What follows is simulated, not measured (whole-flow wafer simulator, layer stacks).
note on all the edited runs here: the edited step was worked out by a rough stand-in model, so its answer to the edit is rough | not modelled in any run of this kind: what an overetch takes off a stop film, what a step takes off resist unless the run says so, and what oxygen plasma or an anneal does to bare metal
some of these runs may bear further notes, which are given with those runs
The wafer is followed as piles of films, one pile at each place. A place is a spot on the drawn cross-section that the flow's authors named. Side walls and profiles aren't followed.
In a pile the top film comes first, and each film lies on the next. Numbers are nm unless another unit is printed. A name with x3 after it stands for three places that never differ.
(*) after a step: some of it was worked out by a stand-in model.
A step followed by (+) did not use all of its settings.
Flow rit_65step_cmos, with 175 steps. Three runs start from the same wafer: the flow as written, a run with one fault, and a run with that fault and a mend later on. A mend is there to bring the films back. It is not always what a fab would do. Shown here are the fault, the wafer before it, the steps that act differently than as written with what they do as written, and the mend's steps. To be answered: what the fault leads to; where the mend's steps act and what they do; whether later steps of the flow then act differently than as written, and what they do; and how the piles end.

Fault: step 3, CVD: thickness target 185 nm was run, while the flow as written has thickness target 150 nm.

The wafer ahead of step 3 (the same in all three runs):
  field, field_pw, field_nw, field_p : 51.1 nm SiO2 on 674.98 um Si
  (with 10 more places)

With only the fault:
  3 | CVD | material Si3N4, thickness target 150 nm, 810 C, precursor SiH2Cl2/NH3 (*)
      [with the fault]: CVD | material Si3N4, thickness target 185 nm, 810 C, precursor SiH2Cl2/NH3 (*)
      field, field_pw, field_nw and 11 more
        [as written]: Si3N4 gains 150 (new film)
        [with the fault]: Si3N4 gains 185 (new film)
  Steps later in the flow that act otherwise than as written (55 other steps are not shown; they differ only slightly, by no more than 2% or 0.5 nm, whichever is larger):
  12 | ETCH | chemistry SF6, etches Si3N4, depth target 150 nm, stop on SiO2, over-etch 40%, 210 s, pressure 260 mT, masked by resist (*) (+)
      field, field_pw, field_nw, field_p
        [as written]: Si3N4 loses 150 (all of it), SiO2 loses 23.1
        [with the fault]: Si3N4 loses 185 (all of it), SiO2 loses 9.62
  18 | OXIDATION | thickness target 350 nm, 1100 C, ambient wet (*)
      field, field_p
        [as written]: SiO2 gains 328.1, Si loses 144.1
        [with the fault]: SiO2 gains 318.4, Si loses 139.8
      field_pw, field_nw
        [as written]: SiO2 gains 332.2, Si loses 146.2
        [with the fault]: SiO2 gains 322.4, Si loses 141.8
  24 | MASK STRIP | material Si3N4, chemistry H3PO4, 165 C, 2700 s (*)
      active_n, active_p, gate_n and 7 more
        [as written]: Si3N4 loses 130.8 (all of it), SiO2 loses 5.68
        [with the fault]: Si3N4 loses 165.8 (all of it), SiO2 loses 4.34
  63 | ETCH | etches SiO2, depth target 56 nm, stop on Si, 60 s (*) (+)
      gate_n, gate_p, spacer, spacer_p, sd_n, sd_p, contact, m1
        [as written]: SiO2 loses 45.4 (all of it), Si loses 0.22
        [with the fault]: SiO2 loses 46.8 (all of it), Si loses 0.19
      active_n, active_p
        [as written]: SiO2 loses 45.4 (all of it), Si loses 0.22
        [with the fault]: SiO2 loses 46.7 (all of it), Si loses 0.19
  When the end is reached, the piles differ only a little from the flow's at the places that both follow, at most by 2% or 0.5 nm, whichever is larger.

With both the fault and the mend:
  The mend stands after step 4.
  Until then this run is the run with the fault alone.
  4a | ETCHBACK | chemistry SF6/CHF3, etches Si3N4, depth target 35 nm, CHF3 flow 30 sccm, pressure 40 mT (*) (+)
      field, field_pw, field_nw and 11 more
        Si3N4 loses 35
  Every later step of the flow that is run acts as written at every place that is followed.
  The piles end the same as the flow's at every place that both follow.
